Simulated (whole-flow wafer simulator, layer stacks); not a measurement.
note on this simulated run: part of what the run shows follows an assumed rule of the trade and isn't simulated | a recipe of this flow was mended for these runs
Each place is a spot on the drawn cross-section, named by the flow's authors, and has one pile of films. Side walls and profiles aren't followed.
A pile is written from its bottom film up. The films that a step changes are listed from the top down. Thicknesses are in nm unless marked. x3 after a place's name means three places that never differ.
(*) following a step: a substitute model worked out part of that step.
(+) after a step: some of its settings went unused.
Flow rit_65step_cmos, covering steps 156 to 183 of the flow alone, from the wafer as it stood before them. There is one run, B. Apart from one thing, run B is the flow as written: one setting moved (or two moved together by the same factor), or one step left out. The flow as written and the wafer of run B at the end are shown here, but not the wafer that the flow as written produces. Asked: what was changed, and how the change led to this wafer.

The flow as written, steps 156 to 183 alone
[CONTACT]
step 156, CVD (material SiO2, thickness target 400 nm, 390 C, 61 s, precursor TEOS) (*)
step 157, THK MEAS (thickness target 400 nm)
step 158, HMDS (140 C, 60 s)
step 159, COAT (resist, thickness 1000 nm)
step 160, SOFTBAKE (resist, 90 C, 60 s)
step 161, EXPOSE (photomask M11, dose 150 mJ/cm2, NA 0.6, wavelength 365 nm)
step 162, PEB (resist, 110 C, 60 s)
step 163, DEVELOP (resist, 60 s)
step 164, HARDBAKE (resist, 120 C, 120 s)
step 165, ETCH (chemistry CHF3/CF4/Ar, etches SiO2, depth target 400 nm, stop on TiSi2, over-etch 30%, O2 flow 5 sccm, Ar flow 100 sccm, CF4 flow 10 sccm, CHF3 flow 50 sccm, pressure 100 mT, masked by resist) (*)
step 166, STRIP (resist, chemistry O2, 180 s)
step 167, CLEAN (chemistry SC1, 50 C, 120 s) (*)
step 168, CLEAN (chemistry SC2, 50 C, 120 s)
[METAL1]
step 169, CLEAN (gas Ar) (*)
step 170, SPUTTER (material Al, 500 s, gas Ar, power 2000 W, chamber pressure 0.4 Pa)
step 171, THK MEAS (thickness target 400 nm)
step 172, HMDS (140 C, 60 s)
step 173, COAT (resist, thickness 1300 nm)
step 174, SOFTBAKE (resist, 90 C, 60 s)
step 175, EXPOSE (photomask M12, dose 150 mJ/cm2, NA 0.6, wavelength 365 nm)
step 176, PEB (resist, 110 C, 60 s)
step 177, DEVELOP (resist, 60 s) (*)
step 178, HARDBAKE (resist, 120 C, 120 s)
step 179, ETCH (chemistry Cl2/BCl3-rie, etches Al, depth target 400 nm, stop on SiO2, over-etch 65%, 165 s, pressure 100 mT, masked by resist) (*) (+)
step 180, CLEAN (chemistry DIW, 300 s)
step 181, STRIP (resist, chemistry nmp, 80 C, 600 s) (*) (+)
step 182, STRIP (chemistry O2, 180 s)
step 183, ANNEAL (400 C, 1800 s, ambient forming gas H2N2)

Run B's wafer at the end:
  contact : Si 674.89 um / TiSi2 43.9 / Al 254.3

What caused this: step 165, ETCH: over-etch 48% was run, whereas the flow has over-etch 30%.

How this came from the change, step by step:
  step 165, ETCH (chemistry CHF3/CF4/Ar, etches SiO2, depth target 400 nm, stop on TiSi2, over-etch 30%, O2 flow 5 sccm, Ar flow 100 sccm, CF4 flow 10 sccm, CHF3 flow 50 sccm, pressure 100 mT, masked by resist) (*)
      field, field_pw, field_nw and 10 more: resist loses 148 (it would be, as written: resist loses 130)
      contact: SiO2 loses 400 (all of it), TiSi2 loses 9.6 (it would be, as written: SiO2 loses 400 (all of it), TiSi2 loses 6)
  step 166, STRIP (resist, chemistry O2, 180 s)
      active_n, active_p: resist loses 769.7 (all of it) (it would be, as written: resist loses 787.7 (all of it))
      field: resist loses 829 (all of it) (it would be, as written: resist loses 847 (all of it))
      (as well as at 10 more places)
